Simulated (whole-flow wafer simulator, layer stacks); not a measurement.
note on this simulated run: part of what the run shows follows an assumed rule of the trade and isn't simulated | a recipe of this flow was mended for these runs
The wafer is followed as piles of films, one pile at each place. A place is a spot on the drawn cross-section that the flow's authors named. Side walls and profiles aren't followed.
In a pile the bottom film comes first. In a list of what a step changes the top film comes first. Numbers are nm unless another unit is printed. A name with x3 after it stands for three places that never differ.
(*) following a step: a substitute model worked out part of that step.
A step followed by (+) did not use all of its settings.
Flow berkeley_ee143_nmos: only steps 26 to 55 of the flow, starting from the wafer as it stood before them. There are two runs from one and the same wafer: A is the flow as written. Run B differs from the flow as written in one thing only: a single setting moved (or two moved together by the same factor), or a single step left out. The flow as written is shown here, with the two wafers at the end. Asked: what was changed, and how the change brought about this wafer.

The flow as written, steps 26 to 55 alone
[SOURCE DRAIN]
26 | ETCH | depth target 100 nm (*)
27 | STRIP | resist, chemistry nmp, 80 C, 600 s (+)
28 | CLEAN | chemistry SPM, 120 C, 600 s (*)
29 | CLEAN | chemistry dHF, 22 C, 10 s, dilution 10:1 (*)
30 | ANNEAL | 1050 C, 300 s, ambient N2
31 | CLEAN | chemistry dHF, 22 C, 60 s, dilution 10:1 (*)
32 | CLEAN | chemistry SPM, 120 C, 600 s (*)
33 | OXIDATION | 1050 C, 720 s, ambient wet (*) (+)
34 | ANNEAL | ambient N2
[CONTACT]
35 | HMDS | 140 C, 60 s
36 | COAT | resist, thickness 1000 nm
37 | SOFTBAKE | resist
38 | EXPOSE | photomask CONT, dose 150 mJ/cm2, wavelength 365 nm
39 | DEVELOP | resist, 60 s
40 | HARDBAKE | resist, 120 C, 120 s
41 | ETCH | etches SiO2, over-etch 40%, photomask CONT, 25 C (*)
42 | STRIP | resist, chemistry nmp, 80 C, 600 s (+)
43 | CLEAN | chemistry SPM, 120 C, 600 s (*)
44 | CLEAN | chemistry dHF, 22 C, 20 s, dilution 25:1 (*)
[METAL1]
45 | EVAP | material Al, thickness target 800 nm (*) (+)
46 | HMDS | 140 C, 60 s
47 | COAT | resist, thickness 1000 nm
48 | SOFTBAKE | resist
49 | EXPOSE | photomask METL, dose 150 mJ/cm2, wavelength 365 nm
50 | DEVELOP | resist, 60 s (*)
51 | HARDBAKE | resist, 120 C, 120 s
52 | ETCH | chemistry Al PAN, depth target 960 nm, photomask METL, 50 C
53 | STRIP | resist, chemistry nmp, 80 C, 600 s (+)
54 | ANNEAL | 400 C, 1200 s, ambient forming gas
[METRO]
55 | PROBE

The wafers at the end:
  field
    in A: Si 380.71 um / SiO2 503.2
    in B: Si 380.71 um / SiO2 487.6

Cause: step 31, CLEAN: 96 s was run, though the flow has 60 s.

How this came from the change, step by step:
  31 | CLEAN | chemistry dHF, 22 C, 60 s, dilution 10:1 (*)
      field: A SiO2 loses 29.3 | B SiO2 loses 46.9
  33 | OXIDATION | 1050 C, 720 s, ambient wet (*) (+)
      field: A SiO2 gains 73.9, Si loses 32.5 | B SiO2 gains 75.9, Si loses 33.4
